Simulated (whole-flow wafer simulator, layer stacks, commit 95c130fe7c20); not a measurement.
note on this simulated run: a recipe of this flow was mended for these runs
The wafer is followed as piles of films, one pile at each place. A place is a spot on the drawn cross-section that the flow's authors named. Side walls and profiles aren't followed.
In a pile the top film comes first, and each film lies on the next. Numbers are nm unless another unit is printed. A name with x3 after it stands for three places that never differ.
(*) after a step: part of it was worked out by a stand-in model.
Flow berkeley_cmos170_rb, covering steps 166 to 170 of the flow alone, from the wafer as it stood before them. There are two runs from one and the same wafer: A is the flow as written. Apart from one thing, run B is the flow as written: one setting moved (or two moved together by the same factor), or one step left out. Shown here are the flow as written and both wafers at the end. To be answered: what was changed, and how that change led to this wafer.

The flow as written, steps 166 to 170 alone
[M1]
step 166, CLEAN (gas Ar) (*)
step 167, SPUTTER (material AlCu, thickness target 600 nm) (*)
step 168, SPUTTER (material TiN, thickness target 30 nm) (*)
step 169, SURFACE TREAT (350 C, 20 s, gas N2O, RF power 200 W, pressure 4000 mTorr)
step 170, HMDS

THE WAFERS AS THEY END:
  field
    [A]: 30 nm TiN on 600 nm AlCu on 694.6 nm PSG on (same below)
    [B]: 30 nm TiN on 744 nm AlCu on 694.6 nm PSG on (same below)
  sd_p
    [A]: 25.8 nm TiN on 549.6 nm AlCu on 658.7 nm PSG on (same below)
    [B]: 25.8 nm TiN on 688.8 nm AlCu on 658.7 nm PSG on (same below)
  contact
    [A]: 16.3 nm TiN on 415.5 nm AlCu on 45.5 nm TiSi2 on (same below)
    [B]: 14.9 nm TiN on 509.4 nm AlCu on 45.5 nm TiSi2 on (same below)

The reason: step 167, SPUTTER: thickness target 744 nm was run, though the flow has thickness target 600 nm.
The wafer lets one read it off: field has AlCu 744, and step 167 as written asks for 600 nm.

Step by step, how the change led to this:
  step 167, SPUTTER (material AlCu, thickness target 600 nm) (*)
      field, sd_n, spacer_n, gate, spacer_p, gate_p, m1: A AlCu gains 600 (new film) | B AlCu gains 744 (new film)
      sd_p: A AlCu gains 549.6 (new film) | B AlCu gains 688.8 (new film)
      (as well as at 1 more place)
  step 168, SPUTTER (material TiN, thickness target 30 nm) (*)
      contact: A TiN gains 16.3 (new film) | B TiN gains 14.9 (new film)
